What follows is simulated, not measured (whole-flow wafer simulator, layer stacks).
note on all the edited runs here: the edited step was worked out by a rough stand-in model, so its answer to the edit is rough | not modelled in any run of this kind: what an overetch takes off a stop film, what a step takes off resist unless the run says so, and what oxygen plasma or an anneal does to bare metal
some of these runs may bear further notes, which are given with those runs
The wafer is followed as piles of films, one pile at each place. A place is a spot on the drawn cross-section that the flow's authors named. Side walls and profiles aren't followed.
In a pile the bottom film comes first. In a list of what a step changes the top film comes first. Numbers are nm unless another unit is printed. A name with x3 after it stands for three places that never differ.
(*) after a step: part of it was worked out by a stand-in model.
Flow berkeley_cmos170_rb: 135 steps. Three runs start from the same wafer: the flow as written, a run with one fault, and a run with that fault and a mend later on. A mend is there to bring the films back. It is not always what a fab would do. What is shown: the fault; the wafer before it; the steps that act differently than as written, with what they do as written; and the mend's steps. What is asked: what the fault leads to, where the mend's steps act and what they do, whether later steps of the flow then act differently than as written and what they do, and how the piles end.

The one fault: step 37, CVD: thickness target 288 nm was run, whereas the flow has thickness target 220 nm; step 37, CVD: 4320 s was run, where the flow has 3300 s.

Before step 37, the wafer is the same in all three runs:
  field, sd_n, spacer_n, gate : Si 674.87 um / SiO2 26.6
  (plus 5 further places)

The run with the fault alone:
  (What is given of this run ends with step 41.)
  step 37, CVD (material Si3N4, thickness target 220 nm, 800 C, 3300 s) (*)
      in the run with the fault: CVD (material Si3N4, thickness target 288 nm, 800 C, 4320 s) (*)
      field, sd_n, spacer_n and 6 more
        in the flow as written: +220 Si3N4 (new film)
        in the run with the fault: +288 Si3N4 (new film)
  None of the later steps of the flow up to step 41 acts differently than as written at any place that is followed.
  After step 41, at field, sd_n, spacer_n and 6 more, the piles differ from the flow's by more than 2% or 0.5 nm, whichever is larger.
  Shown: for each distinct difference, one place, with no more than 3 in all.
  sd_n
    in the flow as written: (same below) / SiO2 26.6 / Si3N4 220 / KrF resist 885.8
    in the run with the fault: (same below) / SiO2 26.6 / Si3N4 288 / KrF resist 885.8
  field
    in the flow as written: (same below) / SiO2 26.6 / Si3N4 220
    in the run with the fault: (same below) / SiO2 26.6 / Si3N4 288

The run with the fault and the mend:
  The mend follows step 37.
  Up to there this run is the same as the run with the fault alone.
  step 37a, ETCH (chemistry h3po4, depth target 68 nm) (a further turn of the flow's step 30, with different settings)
      field, sd_n, spacer_n and 6 more
        -68 Si3N4
  None of the later steps of the flow acts differently than as written at any place that is followed.
  By the end, the piles equal the flow's at every place that both follow.
